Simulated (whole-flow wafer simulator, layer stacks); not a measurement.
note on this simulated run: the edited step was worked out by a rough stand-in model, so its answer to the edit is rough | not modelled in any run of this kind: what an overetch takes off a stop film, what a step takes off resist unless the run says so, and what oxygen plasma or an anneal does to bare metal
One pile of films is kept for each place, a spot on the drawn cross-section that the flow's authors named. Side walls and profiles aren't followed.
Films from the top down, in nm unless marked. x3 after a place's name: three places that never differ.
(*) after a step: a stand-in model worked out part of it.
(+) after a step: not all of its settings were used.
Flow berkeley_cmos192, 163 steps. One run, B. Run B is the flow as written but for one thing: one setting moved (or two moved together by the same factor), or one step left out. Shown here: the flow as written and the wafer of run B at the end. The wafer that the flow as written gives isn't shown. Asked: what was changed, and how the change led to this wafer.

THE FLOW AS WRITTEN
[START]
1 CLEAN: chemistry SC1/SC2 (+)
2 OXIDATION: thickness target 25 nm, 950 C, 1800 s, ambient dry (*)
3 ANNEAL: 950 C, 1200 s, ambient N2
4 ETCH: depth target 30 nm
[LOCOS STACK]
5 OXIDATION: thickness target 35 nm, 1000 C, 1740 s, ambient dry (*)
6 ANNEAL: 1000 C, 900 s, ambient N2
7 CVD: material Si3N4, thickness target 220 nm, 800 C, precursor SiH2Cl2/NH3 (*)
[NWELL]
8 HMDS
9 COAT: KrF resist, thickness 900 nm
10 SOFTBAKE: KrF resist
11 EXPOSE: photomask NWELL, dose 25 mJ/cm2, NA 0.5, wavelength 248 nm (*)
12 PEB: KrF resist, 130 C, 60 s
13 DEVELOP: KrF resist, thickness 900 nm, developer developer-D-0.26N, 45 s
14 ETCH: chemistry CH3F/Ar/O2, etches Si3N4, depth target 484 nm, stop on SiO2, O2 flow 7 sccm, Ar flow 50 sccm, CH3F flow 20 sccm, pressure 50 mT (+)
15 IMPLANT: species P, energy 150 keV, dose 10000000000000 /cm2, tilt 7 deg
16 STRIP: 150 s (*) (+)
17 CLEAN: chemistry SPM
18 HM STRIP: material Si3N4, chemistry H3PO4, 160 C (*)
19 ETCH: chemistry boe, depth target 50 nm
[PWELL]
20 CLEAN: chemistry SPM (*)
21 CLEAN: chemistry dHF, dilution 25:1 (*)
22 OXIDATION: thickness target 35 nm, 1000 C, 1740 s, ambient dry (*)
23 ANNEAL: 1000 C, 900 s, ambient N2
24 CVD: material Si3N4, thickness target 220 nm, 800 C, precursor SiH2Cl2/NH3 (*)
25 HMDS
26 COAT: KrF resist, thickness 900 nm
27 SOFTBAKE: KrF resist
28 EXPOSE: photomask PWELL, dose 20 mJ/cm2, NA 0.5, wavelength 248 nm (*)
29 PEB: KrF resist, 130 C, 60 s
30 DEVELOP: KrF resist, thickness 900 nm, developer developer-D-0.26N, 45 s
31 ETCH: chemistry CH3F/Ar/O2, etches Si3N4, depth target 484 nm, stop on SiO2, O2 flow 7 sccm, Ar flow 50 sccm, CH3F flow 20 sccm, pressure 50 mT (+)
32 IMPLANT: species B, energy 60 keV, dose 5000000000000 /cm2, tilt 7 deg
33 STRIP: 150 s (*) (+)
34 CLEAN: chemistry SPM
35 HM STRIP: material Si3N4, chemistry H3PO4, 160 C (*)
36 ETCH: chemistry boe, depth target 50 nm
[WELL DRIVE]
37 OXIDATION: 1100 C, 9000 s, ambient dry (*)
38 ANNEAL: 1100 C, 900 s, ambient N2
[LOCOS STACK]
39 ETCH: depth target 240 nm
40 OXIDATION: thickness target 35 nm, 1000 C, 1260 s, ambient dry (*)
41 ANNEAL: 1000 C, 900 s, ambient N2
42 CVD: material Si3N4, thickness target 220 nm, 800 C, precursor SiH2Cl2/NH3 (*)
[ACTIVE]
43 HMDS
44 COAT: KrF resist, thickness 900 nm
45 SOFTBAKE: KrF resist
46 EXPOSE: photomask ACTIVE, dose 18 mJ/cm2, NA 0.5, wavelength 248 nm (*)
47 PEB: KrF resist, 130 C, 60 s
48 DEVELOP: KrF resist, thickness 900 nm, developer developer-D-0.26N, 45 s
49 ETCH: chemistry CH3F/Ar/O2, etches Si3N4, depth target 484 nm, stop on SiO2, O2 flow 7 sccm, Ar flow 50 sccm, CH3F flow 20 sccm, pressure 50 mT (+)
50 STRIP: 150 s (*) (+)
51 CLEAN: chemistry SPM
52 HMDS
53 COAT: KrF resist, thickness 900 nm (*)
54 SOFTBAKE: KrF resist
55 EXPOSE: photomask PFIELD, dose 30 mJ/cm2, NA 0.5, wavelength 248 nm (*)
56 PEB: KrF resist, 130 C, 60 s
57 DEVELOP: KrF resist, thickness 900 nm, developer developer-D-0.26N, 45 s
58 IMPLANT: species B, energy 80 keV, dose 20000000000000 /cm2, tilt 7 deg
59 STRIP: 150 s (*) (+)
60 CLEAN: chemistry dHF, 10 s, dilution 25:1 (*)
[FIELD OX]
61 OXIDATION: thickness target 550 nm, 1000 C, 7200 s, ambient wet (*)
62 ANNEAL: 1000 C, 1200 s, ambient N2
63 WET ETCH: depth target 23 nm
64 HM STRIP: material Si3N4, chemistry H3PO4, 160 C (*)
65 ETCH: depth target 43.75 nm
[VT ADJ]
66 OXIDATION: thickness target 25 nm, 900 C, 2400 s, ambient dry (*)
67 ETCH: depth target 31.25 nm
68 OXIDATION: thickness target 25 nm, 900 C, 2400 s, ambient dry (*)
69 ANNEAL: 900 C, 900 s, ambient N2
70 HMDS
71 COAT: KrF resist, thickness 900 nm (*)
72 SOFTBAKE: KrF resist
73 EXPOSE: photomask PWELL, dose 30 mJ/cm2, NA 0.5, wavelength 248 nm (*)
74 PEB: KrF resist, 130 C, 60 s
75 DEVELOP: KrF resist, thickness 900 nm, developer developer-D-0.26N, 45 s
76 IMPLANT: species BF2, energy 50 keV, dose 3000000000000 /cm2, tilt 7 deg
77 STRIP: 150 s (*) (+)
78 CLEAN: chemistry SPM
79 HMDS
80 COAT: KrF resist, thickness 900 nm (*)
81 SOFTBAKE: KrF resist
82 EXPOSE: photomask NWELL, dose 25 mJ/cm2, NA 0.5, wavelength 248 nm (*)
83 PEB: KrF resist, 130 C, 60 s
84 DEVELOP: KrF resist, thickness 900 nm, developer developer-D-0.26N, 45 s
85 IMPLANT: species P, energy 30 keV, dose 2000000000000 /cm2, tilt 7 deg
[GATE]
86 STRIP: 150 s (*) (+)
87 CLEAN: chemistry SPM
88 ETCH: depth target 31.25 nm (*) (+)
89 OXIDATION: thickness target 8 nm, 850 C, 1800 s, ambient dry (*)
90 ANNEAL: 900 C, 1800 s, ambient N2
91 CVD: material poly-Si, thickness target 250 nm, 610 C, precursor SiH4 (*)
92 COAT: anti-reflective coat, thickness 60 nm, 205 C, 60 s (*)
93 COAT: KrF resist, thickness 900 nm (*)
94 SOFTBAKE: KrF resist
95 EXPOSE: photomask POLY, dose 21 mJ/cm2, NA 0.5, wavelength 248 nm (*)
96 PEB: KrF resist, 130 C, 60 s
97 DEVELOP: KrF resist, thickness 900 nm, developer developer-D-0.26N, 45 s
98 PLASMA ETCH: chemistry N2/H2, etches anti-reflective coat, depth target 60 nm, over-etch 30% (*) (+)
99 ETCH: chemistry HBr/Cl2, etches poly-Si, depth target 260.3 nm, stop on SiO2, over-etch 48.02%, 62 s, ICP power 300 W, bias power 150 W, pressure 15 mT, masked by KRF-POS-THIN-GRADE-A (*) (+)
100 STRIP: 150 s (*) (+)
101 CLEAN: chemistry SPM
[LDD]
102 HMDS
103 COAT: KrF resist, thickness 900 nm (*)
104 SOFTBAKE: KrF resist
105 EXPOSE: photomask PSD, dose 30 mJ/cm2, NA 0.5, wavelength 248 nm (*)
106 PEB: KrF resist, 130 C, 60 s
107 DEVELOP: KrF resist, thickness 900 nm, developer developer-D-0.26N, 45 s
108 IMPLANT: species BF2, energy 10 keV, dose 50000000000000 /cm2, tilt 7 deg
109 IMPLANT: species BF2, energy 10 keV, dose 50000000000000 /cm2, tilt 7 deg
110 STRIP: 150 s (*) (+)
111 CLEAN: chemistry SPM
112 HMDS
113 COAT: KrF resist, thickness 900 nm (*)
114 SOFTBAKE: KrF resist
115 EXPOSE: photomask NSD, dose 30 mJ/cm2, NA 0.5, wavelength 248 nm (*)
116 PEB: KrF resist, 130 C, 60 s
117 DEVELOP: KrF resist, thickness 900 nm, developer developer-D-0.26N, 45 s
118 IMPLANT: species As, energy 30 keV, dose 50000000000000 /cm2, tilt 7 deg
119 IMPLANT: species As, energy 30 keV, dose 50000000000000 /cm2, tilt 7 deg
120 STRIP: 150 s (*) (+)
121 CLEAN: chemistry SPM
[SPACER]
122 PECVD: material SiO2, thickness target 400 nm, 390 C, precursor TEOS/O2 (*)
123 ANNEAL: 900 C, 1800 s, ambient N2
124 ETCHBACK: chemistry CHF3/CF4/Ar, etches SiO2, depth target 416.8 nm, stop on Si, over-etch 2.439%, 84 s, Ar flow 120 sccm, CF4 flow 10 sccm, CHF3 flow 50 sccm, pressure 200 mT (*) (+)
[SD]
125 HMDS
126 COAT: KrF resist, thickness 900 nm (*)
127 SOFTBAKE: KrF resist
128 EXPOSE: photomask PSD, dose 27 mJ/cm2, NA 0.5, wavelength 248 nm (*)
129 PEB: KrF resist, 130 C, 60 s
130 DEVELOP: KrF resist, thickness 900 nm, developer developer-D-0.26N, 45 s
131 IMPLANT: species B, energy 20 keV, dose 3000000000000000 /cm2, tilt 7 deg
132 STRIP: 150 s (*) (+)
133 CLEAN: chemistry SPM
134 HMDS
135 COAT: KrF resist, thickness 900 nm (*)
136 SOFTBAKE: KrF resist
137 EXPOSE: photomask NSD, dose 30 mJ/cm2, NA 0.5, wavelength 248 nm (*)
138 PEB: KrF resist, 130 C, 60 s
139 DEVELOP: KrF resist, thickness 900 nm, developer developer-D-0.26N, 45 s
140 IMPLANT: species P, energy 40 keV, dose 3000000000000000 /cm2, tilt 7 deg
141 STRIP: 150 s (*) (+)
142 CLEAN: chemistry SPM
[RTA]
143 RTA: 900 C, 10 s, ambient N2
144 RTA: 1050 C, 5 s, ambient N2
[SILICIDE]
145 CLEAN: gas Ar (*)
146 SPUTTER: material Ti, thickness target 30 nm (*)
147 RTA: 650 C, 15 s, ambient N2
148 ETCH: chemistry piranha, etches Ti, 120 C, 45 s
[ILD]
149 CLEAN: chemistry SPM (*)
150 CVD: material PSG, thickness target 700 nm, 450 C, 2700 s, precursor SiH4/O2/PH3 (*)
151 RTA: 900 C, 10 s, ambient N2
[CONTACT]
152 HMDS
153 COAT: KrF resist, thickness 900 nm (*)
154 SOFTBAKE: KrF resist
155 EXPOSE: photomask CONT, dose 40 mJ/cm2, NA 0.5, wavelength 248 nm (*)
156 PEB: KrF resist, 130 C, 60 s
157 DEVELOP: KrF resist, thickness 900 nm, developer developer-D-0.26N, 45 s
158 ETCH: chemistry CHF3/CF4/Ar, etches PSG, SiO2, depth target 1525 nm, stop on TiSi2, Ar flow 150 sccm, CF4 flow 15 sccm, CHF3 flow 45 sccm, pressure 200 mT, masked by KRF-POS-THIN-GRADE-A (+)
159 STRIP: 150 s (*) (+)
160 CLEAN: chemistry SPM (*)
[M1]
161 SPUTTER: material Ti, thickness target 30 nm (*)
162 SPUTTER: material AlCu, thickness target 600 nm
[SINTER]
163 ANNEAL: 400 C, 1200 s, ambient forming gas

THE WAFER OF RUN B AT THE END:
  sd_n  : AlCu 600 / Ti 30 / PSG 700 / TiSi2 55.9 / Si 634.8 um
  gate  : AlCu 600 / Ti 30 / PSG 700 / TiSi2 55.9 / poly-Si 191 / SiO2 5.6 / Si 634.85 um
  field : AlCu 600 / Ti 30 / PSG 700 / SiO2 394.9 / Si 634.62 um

The cause: step 89, OXIDATION: 1080 s was run, where the flow has 1800 s.

How the change led to this, step by step:
  89 OXIDATION: thickness target 8 nm, 850 C, 1800 s, ambient dry (*)
      sd_n, spacer_n, gate, sd_p, spacer_p, gate_p, contact, m1: SiO2 +5.6 (new film), Si -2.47 (as written it would be: SiO2 +7.48 (new film), Si -3.29)
